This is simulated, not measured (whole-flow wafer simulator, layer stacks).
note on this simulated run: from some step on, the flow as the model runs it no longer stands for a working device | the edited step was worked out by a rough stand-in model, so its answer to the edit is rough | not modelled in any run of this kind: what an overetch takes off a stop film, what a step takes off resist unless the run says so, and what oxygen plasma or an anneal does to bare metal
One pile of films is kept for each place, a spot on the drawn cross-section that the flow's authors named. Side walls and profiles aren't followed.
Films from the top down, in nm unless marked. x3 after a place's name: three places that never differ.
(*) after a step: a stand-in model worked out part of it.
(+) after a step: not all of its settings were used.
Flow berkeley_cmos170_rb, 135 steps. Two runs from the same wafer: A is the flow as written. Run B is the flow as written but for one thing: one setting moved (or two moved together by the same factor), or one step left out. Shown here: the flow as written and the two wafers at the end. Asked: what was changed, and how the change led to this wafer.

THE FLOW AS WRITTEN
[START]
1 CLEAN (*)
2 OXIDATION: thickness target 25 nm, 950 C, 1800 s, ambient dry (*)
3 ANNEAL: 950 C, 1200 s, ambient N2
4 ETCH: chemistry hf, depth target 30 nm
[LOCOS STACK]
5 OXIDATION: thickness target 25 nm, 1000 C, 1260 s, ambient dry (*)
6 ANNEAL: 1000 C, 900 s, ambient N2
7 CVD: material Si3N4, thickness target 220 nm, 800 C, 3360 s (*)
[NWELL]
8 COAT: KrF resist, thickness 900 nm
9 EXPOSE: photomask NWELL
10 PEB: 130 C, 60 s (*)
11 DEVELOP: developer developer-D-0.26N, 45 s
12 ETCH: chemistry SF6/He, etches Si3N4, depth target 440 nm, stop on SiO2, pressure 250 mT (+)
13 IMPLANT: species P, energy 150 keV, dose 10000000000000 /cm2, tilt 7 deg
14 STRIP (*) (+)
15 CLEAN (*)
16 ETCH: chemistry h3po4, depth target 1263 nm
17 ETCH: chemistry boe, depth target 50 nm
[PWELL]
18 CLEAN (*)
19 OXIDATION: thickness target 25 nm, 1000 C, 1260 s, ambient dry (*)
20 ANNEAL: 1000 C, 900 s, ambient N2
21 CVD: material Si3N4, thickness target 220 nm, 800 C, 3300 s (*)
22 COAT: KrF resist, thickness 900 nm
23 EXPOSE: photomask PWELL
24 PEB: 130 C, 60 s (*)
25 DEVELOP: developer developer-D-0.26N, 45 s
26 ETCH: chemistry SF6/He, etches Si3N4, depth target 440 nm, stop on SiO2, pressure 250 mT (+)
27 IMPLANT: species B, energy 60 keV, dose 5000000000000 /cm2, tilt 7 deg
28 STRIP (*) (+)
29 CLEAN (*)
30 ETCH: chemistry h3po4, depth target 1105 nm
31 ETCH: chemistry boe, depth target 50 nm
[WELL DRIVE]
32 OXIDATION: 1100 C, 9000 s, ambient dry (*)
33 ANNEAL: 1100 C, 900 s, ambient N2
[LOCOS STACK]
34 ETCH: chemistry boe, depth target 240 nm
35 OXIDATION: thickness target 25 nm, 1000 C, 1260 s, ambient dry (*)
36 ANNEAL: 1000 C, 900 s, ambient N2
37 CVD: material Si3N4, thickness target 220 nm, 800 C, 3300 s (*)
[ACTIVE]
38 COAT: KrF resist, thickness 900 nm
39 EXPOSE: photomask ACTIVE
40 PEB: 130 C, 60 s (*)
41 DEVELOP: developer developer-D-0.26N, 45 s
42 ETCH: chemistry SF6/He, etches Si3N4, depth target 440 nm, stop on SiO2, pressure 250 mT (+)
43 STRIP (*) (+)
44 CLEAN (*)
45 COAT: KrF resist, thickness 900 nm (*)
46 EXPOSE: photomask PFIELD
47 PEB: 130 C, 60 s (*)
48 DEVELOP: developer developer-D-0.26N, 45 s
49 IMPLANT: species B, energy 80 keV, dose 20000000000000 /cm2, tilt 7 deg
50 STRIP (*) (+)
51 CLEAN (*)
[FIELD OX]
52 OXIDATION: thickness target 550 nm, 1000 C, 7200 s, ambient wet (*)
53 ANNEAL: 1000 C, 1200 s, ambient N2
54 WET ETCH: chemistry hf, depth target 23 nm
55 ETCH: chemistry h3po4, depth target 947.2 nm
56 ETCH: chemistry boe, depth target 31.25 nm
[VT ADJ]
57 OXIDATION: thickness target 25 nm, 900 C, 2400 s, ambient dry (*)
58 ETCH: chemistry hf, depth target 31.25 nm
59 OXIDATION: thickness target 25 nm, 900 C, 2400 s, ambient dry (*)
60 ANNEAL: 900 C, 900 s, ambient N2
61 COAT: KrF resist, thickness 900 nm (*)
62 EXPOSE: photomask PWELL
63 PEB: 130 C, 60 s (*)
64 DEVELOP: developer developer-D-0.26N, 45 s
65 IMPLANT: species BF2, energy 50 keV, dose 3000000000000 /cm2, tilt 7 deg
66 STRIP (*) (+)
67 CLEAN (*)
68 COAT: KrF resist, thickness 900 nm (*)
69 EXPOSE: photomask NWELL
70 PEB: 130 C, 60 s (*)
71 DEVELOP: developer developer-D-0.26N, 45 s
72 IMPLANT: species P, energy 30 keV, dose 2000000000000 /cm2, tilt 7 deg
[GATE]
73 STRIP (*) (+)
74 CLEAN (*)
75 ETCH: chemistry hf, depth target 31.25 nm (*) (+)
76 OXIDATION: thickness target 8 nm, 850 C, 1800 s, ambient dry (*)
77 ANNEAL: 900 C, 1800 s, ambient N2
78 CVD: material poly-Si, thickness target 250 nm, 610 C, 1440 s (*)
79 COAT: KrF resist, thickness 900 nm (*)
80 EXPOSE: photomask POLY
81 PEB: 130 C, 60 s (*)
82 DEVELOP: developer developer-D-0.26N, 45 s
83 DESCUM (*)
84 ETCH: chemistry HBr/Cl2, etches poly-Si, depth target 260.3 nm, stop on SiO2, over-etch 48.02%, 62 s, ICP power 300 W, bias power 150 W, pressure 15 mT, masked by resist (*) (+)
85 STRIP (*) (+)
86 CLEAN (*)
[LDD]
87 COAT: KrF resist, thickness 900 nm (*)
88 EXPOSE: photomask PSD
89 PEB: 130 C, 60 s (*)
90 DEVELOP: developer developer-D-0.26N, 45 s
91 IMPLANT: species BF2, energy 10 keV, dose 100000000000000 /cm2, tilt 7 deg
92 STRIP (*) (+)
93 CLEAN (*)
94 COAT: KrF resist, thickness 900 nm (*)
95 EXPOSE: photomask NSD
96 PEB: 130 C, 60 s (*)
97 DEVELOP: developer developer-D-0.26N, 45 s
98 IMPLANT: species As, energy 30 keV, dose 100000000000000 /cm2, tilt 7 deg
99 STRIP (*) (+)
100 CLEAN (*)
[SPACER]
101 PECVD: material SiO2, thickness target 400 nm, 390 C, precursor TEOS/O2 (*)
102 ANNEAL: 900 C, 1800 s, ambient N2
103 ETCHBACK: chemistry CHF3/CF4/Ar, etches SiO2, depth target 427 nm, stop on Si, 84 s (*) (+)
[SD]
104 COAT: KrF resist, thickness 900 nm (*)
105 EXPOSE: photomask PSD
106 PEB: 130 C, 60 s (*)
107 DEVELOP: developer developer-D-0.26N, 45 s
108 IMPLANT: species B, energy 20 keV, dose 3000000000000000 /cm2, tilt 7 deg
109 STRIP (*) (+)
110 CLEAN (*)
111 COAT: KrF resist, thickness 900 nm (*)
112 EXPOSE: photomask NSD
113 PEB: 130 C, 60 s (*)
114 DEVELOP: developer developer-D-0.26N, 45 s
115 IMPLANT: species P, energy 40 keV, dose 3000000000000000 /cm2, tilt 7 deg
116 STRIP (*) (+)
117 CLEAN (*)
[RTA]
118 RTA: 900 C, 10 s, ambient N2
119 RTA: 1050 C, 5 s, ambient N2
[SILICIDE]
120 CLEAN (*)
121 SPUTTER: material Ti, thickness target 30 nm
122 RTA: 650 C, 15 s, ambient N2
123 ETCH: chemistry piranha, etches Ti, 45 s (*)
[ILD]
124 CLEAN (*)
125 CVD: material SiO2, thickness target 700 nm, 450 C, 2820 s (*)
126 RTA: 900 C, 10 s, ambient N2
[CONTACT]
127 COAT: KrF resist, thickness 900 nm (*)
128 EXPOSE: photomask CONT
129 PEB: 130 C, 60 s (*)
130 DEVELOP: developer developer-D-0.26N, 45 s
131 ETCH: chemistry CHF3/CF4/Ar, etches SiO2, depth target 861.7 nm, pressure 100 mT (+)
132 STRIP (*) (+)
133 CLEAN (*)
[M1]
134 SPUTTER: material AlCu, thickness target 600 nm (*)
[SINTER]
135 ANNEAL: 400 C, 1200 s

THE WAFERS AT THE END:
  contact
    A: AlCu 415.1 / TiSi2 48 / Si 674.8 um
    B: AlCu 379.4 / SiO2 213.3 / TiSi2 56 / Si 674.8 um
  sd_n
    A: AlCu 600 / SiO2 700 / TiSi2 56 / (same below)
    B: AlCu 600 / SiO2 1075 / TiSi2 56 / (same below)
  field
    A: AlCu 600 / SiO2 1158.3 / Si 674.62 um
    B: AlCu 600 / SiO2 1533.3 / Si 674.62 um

The cause: step 125, CVD: thickness target 1075 nm was run, where the flow has thickness target 700 nm; step 125, CVD: 4332 s was run, where the flow has 2820 s.
It can be read off the wafer: sd_n has SiO2 1075, and step 125 as written asks for 700 nm.

How the change led to this, step by step:
  125 CVD: material SiO2, thickness target 700 nm, 450 C, 2820 s (*)
      sd_n, gate, gate_p, contact, m1: A SiO2 +700 (new film) | B SiO2 +1075 (new film)
      field, spacer_n, spacer_p: A SiO2 +700 | B SiO2 +1075
      (and at 1 more place)
  131 ETCH: chemistry CHF3/CF4/Ar, etches SiO2, depth target 861.7 nm, pressure 100 mT (+)
      contact: A SiO2 -700 (all of it), TiSi2 -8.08 | B SiO2 -861.7
  134 SPUTTER: material AlCu, thickness target 600 nm (*)
      contact: A AlCu +415.1 (new film) | B AlCu +379.4 (new film)
